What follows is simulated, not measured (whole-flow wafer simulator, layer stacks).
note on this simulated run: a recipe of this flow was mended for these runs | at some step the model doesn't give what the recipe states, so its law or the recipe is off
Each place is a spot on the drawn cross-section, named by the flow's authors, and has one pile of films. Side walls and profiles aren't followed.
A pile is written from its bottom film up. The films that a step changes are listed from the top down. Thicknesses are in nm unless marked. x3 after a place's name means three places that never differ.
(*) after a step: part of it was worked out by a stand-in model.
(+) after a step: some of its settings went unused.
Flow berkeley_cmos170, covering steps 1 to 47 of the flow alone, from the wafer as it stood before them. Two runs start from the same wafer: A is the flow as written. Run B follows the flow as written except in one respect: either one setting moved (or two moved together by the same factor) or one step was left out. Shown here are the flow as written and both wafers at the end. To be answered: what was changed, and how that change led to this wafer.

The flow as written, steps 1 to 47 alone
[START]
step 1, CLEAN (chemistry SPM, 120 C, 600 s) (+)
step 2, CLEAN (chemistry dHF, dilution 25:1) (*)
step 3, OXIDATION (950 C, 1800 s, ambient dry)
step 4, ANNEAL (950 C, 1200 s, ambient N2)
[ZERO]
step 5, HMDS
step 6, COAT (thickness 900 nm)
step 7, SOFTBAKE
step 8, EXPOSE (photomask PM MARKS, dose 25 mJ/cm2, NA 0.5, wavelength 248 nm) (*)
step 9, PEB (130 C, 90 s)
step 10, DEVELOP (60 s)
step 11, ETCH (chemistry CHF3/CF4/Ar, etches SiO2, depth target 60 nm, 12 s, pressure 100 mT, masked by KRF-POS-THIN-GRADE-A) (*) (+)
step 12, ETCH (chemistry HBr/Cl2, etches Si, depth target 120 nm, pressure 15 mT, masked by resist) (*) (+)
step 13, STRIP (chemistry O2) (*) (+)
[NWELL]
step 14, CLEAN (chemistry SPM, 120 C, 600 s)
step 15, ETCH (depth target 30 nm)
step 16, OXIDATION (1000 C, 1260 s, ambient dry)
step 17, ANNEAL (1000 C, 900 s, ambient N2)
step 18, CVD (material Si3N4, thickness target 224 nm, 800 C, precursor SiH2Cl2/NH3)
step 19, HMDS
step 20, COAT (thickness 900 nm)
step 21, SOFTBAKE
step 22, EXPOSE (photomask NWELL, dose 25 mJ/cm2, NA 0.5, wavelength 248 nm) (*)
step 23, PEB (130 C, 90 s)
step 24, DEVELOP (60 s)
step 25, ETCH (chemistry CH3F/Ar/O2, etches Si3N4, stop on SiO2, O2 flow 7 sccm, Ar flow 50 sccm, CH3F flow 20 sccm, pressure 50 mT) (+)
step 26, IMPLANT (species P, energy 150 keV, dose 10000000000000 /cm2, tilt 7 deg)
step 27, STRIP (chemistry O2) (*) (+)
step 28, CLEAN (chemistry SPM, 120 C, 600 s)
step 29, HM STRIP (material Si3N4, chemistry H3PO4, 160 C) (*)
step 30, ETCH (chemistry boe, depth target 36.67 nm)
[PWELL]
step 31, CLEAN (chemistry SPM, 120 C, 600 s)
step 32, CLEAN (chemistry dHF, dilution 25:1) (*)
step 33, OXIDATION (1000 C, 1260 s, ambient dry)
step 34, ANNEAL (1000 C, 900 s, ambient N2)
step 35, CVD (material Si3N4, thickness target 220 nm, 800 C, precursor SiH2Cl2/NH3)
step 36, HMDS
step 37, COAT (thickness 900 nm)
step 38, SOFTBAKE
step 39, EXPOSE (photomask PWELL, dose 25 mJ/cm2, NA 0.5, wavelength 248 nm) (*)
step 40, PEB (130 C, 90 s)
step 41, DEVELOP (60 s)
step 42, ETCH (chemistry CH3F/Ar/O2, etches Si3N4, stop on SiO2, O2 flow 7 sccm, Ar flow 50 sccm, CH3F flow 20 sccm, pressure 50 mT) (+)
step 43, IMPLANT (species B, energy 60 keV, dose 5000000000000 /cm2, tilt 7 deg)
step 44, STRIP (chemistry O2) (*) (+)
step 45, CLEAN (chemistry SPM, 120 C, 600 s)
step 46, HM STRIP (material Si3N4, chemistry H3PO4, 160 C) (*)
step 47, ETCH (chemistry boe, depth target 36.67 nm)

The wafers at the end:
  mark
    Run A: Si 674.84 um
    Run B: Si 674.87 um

Cause: step 12, ETCH: depth target 95 nm was run, though the flow has depth target 120 nm.

How this came from the change, step by step:
  step 12, ETCH (chemistry HBr/Cl2, etches Si, depth target 120 nm, pressure 15 mT, masked by resist) (*) (+)
      field x9, sd_p x3: A -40 KrF-resist | B -31.7 KrF-resist
      mark: A -120 Si | B -95 Si
